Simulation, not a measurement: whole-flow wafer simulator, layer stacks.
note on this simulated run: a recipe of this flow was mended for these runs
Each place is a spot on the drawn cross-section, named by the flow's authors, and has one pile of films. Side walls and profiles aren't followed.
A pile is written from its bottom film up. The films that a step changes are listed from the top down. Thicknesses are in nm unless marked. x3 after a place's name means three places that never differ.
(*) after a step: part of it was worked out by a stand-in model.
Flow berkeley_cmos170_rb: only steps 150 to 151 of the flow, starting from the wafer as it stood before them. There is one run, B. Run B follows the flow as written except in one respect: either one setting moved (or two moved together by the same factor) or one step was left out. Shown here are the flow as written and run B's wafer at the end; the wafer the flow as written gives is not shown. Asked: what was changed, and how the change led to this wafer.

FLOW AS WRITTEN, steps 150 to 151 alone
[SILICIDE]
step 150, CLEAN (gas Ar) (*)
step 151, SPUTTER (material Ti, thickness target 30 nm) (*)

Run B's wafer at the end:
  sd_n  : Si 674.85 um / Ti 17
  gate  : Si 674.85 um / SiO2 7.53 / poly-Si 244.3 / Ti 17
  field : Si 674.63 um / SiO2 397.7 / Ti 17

The reason: step 151, SPUTTER: thickness target 17 nm was run, whereas the flow has thickness target 30 nm.
One can read it off the wafer: sd_n has Ti 17, and step 151 as written asks for 30 nm.

How this came from the change, step by step:
  step 151, SPUTTER (material Ti, thickness target 30 nm) (*)
      field, sd_n, spacer_n, gate, spacer_p, gate_p, contact, m1: Ti gains 17 (new film) (in the flow as written it would be: Ti gains 30 (new film))
      sd_p: Ti gains 15.8 (new film) (in the flow as written it would be: Ti gains 27.9 (new film))
